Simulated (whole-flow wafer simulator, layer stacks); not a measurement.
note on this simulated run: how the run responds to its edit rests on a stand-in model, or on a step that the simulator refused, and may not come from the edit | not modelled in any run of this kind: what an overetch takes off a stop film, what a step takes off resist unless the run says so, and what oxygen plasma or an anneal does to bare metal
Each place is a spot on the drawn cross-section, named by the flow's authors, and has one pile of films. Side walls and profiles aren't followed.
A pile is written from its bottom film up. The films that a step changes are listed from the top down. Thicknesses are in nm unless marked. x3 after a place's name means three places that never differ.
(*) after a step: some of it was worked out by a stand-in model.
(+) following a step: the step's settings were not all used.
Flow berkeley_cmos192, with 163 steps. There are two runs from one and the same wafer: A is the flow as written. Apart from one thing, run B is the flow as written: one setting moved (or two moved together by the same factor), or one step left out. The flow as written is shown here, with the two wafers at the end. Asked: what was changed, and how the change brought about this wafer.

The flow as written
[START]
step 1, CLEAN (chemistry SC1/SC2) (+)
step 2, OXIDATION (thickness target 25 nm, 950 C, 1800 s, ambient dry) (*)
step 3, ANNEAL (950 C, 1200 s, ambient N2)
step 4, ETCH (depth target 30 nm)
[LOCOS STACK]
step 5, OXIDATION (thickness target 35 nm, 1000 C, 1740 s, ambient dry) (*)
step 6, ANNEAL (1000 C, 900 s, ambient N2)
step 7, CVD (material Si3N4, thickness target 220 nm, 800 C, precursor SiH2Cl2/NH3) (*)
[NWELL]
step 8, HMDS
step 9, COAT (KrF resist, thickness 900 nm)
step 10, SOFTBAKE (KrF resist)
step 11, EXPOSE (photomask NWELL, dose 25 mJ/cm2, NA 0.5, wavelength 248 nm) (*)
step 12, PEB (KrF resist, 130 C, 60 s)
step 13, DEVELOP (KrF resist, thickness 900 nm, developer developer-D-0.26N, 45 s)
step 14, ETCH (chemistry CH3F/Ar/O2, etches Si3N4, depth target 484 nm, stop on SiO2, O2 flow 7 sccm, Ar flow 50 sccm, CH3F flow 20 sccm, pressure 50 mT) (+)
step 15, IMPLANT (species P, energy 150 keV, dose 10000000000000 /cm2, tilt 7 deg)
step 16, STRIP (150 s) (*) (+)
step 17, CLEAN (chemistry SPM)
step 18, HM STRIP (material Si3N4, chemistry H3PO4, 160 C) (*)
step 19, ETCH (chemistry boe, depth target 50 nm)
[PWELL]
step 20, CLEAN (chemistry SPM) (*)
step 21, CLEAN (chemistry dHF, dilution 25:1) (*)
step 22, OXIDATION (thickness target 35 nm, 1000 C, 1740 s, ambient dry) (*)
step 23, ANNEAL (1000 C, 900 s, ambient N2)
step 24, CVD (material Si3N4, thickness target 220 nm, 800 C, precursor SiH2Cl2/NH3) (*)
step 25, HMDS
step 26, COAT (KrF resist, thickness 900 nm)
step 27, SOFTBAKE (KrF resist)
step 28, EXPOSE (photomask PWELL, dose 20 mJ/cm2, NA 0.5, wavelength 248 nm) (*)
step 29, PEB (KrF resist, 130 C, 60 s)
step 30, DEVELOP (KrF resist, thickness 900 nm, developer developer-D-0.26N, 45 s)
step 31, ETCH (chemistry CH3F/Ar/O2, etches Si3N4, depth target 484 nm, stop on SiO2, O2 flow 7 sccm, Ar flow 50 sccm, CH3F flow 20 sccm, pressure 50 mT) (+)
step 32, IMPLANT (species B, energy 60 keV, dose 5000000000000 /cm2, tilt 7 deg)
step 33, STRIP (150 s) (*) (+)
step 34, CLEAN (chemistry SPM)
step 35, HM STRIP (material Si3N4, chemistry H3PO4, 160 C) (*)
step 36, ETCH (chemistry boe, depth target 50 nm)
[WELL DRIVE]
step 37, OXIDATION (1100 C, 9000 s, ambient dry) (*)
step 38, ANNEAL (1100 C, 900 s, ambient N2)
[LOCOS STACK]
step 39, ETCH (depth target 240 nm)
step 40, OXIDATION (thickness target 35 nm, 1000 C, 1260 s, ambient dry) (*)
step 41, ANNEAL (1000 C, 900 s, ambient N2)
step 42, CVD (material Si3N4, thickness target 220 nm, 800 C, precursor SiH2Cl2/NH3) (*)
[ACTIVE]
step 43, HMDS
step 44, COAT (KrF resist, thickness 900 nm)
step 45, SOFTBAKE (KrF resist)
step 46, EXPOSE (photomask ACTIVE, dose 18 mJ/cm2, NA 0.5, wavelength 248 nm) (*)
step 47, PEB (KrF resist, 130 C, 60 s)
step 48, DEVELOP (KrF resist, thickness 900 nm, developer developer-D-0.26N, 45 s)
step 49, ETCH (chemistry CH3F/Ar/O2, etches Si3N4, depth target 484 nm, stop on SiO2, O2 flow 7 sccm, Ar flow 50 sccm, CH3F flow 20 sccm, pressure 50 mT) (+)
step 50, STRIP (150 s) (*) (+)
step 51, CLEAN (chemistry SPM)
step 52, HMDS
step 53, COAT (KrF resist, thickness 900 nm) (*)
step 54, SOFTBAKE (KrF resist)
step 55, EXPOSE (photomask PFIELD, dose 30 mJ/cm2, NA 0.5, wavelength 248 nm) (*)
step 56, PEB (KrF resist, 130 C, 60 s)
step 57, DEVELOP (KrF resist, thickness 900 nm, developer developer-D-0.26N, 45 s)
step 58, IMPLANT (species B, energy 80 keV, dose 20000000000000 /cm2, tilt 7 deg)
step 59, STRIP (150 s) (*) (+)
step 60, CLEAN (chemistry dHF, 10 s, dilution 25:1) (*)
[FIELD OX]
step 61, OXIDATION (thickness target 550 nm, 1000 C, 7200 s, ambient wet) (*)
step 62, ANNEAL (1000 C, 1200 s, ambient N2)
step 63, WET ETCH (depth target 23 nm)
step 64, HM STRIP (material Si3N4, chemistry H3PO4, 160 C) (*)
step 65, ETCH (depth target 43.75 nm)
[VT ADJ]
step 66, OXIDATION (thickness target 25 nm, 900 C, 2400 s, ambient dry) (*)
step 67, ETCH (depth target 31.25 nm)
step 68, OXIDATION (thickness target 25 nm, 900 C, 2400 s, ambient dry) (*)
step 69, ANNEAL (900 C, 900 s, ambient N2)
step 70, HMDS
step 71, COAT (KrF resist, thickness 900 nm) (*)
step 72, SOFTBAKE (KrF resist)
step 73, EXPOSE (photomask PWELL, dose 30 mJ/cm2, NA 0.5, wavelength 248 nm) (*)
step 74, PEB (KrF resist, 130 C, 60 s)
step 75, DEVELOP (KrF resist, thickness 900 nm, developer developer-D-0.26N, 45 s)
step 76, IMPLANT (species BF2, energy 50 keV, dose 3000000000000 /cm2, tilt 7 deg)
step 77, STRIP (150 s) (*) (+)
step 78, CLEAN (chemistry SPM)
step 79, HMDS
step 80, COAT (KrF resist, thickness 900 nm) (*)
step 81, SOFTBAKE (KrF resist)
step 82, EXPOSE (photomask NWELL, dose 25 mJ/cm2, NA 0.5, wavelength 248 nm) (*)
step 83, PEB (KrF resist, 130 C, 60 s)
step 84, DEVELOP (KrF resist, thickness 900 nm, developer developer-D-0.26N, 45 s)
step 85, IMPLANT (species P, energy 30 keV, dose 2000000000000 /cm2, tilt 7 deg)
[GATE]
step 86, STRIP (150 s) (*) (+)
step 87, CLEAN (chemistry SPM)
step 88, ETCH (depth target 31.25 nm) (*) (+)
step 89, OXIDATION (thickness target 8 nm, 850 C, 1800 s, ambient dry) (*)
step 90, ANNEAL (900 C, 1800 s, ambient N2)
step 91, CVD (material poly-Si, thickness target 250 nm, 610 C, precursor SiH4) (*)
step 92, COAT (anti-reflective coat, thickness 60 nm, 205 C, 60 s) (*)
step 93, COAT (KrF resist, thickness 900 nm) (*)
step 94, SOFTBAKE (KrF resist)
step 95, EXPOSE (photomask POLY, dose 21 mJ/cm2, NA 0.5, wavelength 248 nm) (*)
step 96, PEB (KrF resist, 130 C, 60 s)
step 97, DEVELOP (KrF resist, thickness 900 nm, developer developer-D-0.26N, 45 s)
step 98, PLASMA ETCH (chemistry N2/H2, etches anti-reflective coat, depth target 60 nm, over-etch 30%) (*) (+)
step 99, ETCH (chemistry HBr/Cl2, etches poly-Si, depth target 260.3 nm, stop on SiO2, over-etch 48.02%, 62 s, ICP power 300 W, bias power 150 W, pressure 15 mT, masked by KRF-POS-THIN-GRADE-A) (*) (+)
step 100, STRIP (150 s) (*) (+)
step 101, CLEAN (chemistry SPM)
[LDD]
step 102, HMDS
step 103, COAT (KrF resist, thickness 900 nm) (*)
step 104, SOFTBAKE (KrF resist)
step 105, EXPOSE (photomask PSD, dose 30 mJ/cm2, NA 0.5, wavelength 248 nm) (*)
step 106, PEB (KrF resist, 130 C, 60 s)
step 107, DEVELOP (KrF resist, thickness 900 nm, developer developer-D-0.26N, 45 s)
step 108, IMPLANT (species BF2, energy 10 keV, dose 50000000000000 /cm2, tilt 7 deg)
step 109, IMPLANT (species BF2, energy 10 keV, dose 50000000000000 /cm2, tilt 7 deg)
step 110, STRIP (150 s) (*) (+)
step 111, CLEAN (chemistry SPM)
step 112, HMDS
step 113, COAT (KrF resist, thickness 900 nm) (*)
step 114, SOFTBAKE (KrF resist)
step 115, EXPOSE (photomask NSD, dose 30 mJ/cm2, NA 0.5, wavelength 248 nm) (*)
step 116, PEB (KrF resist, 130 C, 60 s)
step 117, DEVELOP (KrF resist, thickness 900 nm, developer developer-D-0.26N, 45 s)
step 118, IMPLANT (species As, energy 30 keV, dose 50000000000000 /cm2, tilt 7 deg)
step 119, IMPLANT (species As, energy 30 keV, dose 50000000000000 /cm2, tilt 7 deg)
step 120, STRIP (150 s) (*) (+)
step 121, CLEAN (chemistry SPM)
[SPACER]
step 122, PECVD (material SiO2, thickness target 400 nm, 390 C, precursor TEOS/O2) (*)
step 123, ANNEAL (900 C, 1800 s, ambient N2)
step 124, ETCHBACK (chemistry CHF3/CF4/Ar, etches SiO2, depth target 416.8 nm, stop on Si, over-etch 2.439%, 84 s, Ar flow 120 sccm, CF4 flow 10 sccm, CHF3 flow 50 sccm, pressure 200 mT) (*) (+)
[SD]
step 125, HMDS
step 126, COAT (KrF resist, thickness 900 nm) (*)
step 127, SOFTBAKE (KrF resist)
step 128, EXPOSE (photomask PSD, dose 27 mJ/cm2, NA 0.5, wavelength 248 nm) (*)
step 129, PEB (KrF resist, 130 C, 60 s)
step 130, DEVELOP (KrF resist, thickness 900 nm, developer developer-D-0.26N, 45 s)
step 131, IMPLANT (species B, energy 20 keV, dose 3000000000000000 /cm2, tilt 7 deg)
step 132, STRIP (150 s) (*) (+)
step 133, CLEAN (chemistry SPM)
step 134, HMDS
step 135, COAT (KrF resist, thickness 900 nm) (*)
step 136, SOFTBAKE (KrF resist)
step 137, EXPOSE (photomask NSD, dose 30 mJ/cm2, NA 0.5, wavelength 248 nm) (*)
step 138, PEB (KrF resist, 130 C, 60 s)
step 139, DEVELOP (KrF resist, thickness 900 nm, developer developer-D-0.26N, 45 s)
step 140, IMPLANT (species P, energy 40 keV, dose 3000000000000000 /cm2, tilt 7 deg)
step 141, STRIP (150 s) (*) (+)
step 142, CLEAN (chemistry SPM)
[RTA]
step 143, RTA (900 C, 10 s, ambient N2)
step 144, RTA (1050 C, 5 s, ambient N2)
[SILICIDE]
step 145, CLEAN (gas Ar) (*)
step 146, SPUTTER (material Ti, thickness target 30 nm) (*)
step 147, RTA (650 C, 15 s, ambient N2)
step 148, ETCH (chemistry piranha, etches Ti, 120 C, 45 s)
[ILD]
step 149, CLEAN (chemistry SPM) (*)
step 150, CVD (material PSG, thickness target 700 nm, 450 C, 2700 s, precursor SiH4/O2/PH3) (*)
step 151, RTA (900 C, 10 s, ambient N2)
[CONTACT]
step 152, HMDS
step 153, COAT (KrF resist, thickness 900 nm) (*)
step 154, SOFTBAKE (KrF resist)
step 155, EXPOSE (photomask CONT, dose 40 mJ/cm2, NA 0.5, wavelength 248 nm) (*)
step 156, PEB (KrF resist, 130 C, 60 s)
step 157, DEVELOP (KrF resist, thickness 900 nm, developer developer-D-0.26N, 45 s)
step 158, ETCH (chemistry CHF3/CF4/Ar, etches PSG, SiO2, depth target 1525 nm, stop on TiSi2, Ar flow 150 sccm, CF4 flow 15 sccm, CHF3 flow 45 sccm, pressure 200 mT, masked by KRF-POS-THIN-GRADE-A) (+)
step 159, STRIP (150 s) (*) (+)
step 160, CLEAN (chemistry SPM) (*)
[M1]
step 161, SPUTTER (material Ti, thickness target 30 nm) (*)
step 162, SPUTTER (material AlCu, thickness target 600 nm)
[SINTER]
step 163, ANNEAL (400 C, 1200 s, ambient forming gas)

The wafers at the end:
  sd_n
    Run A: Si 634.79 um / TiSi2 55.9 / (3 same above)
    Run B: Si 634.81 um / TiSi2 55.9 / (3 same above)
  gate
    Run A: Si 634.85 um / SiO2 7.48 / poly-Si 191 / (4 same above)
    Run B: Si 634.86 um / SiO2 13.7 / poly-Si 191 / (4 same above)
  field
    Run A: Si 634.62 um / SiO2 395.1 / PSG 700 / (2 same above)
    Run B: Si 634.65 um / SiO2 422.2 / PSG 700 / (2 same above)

The reason: step 39, ETCH: depth target 108 nm was run, though the flow has depth target 240 nm.

The path from the change to this, step by step:
  step 39, ETCH (depth target 240 nm)
      field, sd_n, spacer_n and 6 more: A -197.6 SiO2 (all of it) | B -108 SiO2
  step 40, OXIDATION (thickness target 35 nm, 1000 C, 1260 s, ambient dry) (*)
      field, sd_n, spacer_n and 6 more: A +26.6 SiO2 (new film), -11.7 Si | B +12.2 SiO2, -5.36 Si
  step 61, OXIDATION (thickness target 550 nm, 1000 C, 7200 s, ambient wet) (*)
      sd_n, sd_p: A +12.1 SiO2 (new film), -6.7 Si3N4, +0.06 SiO2, -0.06 Si | B +12.1 SiO2 (new film), -6.7 Si3N4
      gate: A +12.1 SiO2 (new film), -6.7 Si3N4, +0.05 SiO2, -0.05 Si | B +12.1 SiO2 (new film), -6.7 Si3N4
      (and at 1 other place as well)
  step 65, ETCH (depth target 43.75 nm)
      sd_n, spacer_n, gate, sd_p, spacer_p, gate_p, contact, m1: A -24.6 SiO2 (all of it) | B -43.7 SiO2
  step 66, OXIDATION (thickness target 25 nm, 900 C, 2400 s, ambient dry) (*)
      sd_n, spacer_n, gate, sd_p, spacer_p, gate_p, contact, m1: A +14.9 SiO2 (new film), -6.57 Si | B +7.93 SiO2, -3.49 Si
  step 67, ETCH (depth target 31.25 nm)
      sd_n, spacer_n, gate, sd_p, spacer_p, gate_p, contact, m1: A -14.9 SiO2 (all of it) | B -31.2 SiO2
  step 68, OXIDATION (thickness target 25 nm, 900 C, 2400 s, ambient dry) (*)
      sd_n, spacer_n, gate, sd_p, spacer_p, gate_p, contact, m1: A +14.9 SiO2 (new film), -6.57 Si | B +7.79 SiO2, -3.43 Si
  step 88, ETCH (depth target 31.25 nm) (*) (+)
      sd_n, spacer_n, gate, sd_p, spacer_p, gate_p, contact, m1: A -14.9 SiO2 (all of it) | B -31.2 SiO2
  step 89, OXIDATION (thickness target 8 nm, 850 C, 1800 s, ambient dry) (*)
      sd_n, spacer_n, gate, sd_p, spacer_p, gate_p, contact, m1: A +7.48 SiO2 (new film), -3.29 Si | B +4.48 SiO2, -1.97 Si
  step 92, COAT (anti-reflective coat, thickness 60 nm, 205 C, 60 s) (*)
      sd_n: A +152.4 anti-reflective coat (new film) | B +177.6 anti-reflective coat (new film)
      spacer_n: A +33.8 anti-reflective coat (new film) | B +25.6 anti-reflective coat (new film)
      (and at 6 other places as well)
  step 93, COAT (KrF resist, thickness 900 nm) (*)
      spacer_n: A +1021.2 KrF resist (new film) | B +1050.3 KrF resist (new film)
      gate: A +1023.8 KrF resist (new film) | B +1052.4 KrF resist (new film)
  step 97, DEVELOP (KrF resist, thickness 900 nm, developer developer-D-0.26N, 45 s)
      spacer_n: A -1019.5 KrF resist (all of it) | B -1048.6 KrF resist (all of it)
  step 98, PLASMA ETCH (chemistry N2/H2, etches anti-reflective coat, depth target 60 nm, over-etch 30%) (*) (+)
      field: A -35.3 anti-reflective coat (all of it), -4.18 poly-Si | B -35.1 anti-reflective coat (all of it), -5.02 poly-Si
      sd_n: A -152.4 anti-reflective coat (all of it), -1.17 poly-Si | B -177.6 anti-reflective coat (all of it), -1.37 poly-Si
      (and at 5 other places as well)
  step 100, STRIP (150 s) (*) (+)
      gate: A +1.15 chemical SiO2 (new film), -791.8 KrF resist (all of it), -30 anti-reflective coat (all of it), -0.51 poly-Si | B +1.15 chemical SiO2 (new film), -820.3 KrF resist (all of it), -22 anti-reflective coat (all of it), -0.51 poly-Si
      gate_p: A +1.15 chemical SiO2 (new film), -765.1 KrF resist (all of it), -31 anti-reflective coat (all of it), -0.51 poly-Si | B +1.15 chemical SiO2 (new film), -783.2 KrF resist (all of it), -25.8 anti-reflective coat (all of it), -0.51 poly-Si
  step 126, COAT (KrF resist, thickness 900 nm) (*)
      sd_n: A +999.7 KrF resist (new film) | B +1023.9 KrF resist (new film)
      m1: A +994.3 KrF resist (new film) | B +1016 KrF resist (new film)
  step 132, STRIP (150 s) (*) (+)
      sd_n: A +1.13 chemical SiO2 (new film), -983.9 KrF resist (all of it), -0.5 Si | B +1.12 chemical SiO2 (new film), -1008.1 KrF resist (all of it), -0.49 Si
      m1: A +1.13 chemical SiO2 (new film), -978.5 KrF resist (all of it), -0.5 Si | B +1.12 chemical SiO2 (new film), -1000.1 KrF resist (all of it), -0.49 Si
  ... another 9 steps ...
  step 162, SPUTTER (material AlCu, thickness target 600 nm)
      sd_p: A +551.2 AlCu (new film) | B +527.5 AlCu (new film)
